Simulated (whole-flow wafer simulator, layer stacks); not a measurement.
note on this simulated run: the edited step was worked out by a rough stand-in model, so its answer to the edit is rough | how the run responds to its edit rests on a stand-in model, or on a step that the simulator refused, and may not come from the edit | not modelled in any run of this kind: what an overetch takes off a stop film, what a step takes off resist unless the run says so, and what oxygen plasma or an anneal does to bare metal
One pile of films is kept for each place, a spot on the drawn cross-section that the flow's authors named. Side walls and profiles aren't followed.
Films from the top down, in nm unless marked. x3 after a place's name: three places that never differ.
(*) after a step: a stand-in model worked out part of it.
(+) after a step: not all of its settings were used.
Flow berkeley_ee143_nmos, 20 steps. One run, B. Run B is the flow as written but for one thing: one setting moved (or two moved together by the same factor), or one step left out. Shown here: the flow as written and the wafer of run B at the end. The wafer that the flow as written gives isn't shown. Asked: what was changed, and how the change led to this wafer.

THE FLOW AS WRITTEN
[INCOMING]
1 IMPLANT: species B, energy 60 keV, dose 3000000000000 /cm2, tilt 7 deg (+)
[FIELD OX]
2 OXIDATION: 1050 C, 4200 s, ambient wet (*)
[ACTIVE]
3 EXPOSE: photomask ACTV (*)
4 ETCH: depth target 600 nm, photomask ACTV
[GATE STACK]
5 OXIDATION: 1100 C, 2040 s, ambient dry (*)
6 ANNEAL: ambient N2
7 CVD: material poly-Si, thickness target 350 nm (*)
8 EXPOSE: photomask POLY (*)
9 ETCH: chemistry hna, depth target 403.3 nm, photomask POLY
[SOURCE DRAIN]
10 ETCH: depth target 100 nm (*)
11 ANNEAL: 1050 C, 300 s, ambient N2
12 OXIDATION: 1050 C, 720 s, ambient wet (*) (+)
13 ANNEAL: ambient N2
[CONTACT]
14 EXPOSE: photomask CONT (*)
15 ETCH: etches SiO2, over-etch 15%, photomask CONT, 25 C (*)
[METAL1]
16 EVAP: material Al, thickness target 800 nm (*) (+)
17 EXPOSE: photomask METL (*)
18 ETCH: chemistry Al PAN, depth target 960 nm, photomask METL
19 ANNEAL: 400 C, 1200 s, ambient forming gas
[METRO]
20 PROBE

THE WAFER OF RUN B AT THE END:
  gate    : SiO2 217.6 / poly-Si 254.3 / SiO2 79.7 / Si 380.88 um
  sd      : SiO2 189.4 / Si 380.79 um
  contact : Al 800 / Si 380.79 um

The cause: step 2, OXIDATION: 919 C was run, where the flow has 1050 C.

How the change led to this, step by step:
  2 OXIDATION: 1050 C, 4200 s, ambient wet (*)
      gate, sd, contact, field: SiO2 +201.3 (new film), chemical SiO2 -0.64 (all of it), Si -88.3 (as written it would be: SiO2 +566.4 (new film), chemical SiO2 -0.64 (all of it), Si -248.9)
  4 ETCH: depth target 600 nm, photomask ACTV
      gate, sd, contact: SiO2 -201.3 (all of it) (as written it would be: SiO2 -566.4 (all of it))
  5 OXIDATION: 1100 C, 2040 s, ambient dry (*)
      field: SiO2 +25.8, Si -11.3 (as written it would be: SiO2 +11.6, Si -5.1)
  12 OXIDATION: 1050 C, 720 s, ambient wet (*) (+)
      field: SiO2 +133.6, Si -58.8 (as written it would be: SiO2 +69.1, Si -30.4)
